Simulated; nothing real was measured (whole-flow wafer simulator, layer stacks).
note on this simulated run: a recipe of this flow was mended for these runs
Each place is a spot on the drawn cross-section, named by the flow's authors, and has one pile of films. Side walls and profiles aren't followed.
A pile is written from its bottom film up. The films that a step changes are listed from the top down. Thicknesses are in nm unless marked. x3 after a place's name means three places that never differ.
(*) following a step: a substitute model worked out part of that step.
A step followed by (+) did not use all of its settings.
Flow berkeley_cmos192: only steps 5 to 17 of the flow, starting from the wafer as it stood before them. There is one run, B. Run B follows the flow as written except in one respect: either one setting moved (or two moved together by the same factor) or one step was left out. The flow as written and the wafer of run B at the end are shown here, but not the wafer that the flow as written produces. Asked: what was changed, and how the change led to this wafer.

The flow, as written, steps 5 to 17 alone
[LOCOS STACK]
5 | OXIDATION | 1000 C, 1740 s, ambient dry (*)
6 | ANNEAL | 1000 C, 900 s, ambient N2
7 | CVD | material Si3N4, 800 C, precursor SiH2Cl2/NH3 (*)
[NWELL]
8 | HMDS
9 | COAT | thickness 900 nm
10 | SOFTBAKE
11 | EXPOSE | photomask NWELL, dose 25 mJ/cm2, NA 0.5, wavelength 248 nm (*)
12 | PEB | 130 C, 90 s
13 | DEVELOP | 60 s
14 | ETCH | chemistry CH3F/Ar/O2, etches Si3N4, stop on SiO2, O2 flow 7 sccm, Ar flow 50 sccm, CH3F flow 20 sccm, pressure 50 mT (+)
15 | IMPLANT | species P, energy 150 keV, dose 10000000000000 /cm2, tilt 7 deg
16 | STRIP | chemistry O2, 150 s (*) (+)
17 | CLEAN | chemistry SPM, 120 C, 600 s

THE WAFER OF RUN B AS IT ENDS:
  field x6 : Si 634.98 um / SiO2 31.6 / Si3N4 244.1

What caused this: step 7, CVD: 808 C was run, whereas the flow has 800 C.

How this came from the change, step by step:
  7 | CVD | material Si3N4, 800 C, precursor SiH2Cl2/NH3 (*)
      field x6, sd_p x3: +244.1 Si3N4 (new film) (in the flow as written it would be: +220 Si3N4 (new film))
  14 | ETCH | chemistry CH3F/Ar/O2, etches Si3N4, stop on SiO2, O2 flow 7 sccm, Ar flow 50 sccm, CH3F flow 20 sccm, pressure 50 mT (+)
      field x6: -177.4 KrF-resist (in the flow as written it would be: -161.3 KrF-resist)
      sd_p x3: -244.1 Si3N4 (all of it), -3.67 SiO2 (in the flow as written it would be: -220 Si3N4 (all of it), -3.67 SiO2)
  16 | STRIP | chemistry O2, 150 s (*) (+)
      field x6: -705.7 KrF-resist (all of it) (in the flow as written it would be: -721.7 KrF-resist (all of it))
